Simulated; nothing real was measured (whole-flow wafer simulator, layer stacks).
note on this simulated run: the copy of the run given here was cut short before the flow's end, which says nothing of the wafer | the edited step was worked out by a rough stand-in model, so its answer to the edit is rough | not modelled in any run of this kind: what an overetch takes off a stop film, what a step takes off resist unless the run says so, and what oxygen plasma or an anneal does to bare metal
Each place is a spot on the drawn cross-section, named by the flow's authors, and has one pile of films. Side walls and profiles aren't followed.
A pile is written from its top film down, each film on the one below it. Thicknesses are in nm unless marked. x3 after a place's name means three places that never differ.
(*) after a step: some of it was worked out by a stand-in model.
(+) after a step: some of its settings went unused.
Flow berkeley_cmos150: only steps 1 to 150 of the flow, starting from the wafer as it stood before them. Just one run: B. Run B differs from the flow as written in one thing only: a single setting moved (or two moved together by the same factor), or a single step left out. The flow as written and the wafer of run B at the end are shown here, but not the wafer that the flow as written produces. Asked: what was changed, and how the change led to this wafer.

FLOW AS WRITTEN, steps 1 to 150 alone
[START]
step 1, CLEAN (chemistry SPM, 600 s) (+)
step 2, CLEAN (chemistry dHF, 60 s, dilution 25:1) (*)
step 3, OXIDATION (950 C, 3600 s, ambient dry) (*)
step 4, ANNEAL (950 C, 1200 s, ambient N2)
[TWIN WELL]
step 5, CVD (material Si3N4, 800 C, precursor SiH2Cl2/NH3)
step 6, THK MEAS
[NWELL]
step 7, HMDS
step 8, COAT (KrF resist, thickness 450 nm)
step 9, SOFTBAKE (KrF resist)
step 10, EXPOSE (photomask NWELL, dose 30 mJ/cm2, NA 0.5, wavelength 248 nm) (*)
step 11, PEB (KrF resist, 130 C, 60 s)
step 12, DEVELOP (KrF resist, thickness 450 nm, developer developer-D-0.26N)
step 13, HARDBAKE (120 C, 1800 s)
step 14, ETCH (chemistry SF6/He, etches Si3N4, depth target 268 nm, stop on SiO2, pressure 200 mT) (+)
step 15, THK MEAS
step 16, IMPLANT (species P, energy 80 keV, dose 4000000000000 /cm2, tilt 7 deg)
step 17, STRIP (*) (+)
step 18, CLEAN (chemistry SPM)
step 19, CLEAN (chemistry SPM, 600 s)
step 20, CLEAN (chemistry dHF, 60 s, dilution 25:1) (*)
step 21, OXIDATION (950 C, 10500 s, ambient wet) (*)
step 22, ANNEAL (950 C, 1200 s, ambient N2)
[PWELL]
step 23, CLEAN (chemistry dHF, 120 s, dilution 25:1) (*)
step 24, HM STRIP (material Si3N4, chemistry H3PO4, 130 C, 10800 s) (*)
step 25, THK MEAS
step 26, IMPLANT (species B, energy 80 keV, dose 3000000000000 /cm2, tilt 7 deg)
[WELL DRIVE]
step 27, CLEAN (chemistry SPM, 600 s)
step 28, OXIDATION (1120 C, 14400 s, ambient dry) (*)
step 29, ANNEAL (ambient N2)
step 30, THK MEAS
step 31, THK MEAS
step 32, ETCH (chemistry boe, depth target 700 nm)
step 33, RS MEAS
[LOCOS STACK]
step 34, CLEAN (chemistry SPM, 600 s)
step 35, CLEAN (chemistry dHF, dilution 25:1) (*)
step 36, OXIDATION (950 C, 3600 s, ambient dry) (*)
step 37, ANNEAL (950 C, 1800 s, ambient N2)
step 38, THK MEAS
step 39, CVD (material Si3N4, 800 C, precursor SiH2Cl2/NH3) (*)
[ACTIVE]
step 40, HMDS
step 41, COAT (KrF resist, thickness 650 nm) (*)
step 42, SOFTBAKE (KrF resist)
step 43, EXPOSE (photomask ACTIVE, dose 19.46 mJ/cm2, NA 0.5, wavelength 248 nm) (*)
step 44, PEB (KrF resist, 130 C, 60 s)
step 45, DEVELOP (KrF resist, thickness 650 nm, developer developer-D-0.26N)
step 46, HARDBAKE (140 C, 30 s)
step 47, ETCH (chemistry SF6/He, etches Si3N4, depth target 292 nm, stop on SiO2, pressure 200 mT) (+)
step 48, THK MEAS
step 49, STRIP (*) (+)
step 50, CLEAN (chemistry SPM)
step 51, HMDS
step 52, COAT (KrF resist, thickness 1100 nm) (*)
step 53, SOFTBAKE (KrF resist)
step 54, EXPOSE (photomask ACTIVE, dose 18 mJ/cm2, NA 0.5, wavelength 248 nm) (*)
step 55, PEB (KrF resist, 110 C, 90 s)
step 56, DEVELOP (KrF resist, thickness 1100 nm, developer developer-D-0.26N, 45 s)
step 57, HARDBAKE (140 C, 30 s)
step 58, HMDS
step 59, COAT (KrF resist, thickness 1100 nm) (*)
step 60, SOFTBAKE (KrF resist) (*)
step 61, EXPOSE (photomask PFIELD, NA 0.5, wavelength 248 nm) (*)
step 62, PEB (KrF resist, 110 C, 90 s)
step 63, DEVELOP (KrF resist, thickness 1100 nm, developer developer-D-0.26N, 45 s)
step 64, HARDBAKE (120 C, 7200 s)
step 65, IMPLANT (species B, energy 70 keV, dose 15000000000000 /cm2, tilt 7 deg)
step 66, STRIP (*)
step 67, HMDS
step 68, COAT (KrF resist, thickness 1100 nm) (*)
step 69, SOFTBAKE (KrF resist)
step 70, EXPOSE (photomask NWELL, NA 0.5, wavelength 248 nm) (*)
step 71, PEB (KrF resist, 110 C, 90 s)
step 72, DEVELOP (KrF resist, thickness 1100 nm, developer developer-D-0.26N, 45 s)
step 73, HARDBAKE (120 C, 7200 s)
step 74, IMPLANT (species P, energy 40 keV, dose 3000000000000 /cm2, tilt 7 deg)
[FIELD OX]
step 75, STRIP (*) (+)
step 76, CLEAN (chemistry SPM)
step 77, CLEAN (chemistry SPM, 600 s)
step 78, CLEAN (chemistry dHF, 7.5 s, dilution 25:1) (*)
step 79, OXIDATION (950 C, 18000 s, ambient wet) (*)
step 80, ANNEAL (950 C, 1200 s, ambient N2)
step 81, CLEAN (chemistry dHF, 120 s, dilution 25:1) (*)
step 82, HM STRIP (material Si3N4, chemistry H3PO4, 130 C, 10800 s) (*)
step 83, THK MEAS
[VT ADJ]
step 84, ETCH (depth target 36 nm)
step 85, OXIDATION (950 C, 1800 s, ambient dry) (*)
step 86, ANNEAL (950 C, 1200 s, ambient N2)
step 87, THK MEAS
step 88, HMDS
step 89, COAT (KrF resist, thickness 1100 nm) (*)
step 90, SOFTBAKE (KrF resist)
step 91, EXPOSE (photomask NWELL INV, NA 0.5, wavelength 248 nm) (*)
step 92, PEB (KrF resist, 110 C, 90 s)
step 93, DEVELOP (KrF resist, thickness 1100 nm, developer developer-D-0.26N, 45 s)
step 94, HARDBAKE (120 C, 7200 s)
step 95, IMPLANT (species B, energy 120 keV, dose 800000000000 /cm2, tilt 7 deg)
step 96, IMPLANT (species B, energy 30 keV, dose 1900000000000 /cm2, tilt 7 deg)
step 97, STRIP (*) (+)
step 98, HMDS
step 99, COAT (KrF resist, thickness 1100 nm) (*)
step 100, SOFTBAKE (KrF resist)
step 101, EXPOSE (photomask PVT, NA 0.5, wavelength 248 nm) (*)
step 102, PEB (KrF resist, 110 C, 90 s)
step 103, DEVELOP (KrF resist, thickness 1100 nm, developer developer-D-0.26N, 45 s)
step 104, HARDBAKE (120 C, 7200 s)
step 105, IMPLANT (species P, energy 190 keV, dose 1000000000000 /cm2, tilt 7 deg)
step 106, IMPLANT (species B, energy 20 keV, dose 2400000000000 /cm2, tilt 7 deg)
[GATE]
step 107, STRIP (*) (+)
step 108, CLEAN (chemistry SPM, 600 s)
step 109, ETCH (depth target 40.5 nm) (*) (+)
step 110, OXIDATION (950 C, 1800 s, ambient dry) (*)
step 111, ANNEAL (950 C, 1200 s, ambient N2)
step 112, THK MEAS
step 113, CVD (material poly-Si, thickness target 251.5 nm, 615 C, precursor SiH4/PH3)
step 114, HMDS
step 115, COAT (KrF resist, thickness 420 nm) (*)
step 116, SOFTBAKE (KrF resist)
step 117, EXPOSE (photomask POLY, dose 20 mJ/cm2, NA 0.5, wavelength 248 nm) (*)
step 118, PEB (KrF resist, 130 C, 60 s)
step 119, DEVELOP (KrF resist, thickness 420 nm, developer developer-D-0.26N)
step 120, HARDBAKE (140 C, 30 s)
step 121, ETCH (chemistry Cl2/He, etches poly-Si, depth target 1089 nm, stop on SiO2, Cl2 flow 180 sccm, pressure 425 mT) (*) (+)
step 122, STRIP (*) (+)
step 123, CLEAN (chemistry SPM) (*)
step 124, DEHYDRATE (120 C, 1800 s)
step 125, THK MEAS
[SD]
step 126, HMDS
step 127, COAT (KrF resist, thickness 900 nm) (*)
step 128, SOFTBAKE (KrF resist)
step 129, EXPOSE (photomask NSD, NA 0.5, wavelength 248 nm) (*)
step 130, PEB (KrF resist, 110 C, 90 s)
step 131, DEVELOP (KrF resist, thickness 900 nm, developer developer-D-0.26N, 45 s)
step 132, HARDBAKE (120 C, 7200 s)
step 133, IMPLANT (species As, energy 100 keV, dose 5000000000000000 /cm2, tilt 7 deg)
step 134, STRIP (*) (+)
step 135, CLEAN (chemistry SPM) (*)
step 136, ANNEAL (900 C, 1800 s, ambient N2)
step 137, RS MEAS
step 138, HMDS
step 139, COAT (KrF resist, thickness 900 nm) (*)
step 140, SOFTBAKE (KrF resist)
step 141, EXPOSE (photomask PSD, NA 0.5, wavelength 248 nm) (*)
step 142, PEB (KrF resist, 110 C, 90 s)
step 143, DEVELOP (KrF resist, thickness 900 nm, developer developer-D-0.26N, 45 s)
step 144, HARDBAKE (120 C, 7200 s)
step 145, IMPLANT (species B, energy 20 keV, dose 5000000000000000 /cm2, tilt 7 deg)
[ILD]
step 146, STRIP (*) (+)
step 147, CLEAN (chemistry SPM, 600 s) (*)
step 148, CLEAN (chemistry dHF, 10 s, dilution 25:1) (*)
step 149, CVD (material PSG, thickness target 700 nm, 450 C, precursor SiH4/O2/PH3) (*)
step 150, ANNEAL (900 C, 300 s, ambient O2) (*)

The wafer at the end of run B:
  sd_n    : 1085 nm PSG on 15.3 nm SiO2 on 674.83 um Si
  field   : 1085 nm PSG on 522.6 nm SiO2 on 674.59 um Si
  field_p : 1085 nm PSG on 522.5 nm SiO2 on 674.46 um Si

What caused this: step 149, CVD: thickness target 1085 nm was run, though the flow has thickness target 700 nm.
The wafer lets one read it off: sd_n has PSG 1085, and step 149 as written asks for 700 nm.

Step by step, how the change led to this:
  step 149, CVD (material PSG, thickness target 700 nm, 450 C, precursor SiH4/O2/PH3) (*)
      field, field_p, sd_n, gate_n, gate_p, contact, m1: PSG gains 1085 (new film) (in the flow as written it would be: PSG gains 700 (new film))
      sd_p: PSG gains 1056.5 (new film) (in the flow as written it would be: PSG gains 639.5 (new film))
